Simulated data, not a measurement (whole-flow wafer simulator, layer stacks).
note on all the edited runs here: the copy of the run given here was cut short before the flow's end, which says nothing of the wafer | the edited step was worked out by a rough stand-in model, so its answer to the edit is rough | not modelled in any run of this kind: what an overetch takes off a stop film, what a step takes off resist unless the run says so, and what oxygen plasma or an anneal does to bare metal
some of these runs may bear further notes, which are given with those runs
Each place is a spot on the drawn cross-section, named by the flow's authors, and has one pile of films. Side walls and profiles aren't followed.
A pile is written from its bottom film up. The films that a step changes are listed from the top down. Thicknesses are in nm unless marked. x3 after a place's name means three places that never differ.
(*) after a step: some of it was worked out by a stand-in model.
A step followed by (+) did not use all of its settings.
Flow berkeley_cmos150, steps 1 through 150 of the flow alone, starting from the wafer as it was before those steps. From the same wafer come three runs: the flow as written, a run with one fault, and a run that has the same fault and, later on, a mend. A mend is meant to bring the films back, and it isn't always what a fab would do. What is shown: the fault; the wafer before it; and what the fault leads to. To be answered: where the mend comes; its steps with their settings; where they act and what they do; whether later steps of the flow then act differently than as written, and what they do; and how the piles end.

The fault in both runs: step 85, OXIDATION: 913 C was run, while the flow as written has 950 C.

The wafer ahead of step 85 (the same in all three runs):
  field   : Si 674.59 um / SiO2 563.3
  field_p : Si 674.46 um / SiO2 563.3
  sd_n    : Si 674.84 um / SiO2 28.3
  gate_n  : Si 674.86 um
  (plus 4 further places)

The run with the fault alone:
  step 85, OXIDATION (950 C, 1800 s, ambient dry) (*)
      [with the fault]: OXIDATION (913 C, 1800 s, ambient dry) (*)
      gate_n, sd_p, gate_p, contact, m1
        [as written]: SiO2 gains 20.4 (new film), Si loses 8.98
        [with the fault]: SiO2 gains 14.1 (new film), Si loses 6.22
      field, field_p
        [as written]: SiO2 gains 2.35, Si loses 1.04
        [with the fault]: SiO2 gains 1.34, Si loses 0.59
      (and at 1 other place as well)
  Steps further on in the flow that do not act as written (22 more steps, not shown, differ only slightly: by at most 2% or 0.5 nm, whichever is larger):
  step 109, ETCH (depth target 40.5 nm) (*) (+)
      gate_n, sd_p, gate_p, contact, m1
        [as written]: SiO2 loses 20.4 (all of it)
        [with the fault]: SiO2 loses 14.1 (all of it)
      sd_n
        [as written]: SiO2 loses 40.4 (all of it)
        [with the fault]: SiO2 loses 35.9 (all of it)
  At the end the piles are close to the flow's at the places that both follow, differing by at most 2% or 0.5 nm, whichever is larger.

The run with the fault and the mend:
  The mend follows step 87.
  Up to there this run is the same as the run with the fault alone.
  step 87a, OXIDATION (950 C, 718 s, ambient dry) (*) (a further turn of the flow's step 85, with different settings)
      gate_n, sd_p, gate_p, contact, m1
        SiO2 gains 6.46, Si loses 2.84
      field, field_p
        SiO2 gains 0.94, Si loses 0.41
      sd_n
        SiO2 gains 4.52, Si loses 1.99
  None of the later steps of the flow differs from how it acts as written, at any place that is followed, by more than 2% or 0.5 nm, whichever is larger.
  At the end the piles are close to the flow's at the places that both follow, differing by at most 2% or 0.5 nm, whichever is larger.
